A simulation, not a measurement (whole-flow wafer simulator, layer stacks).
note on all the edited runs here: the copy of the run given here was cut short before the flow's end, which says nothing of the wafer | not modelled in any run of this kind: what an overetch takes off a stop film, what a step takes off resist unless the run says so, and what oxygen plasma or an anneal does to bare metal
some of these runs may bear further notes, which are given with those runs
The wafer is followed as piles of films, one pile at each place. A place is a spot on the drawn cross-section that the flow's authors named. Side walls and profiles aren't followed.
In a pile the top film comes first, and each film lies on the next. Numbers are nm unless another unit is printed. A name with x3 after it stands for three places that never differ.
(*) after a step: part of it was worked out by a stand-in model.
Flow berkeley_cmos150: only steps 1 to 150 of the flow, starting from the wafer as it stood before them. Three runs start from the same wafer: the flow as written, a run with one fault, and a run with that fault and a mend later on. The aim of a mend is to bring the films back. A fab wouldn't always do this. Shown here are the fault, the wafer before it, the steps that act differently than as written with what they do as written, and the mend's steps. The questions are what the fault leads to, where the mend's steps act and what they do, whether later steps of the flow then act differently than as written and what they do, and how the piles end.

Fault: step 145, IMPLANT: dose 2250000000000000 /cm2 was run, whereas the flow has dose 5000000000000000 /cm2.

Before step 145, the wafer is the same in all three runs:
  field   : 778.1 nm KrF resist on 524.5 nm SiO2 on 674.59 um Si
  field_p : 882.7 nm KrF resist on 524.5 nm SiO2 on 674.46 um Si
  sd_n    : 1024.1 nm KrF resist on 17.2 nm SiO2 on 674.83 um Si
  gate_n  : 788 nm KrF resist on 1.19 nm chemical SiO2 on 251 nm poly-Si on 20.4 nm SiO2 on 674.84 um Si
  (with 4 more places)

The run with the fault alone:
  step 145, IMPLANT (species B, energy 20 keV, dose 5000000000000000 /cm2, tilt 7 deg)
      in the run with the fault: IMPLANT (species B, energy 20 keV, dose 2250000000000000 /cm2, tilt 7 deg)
      does the same as it does as written at each place that is followed
  Steps later in the flow that act otherwise than as written (not shown: 1 more step that differs only slightly, by at most 2% or 0.5 nm, whichever is larger):
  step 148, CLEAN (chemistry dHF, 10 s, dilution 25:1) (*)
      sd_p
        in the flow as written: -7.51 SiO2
        in the run with the fault: -6.57 SiO2
  By the end, the piles at sd_p depart from the flow's by more than 2% or 0.5 nm, whichever is larger.
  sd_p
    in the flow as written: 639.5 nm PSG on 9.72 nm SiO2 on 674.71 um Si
    in the run with the fault: 639.7 nm PSG on 10.7 nm SiO2 on 674.71 um Si

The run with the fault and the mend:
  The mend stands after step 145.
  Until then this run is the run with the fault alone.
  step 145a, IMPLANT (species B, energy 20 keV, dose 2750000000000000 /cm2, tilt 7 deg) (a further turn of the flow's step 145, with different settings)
      alters no film at any place that is followed
  None of the later steps of the flow acts differently than as written at any place that is followed.
  The piles end the same as the flow's at every place that both follow.
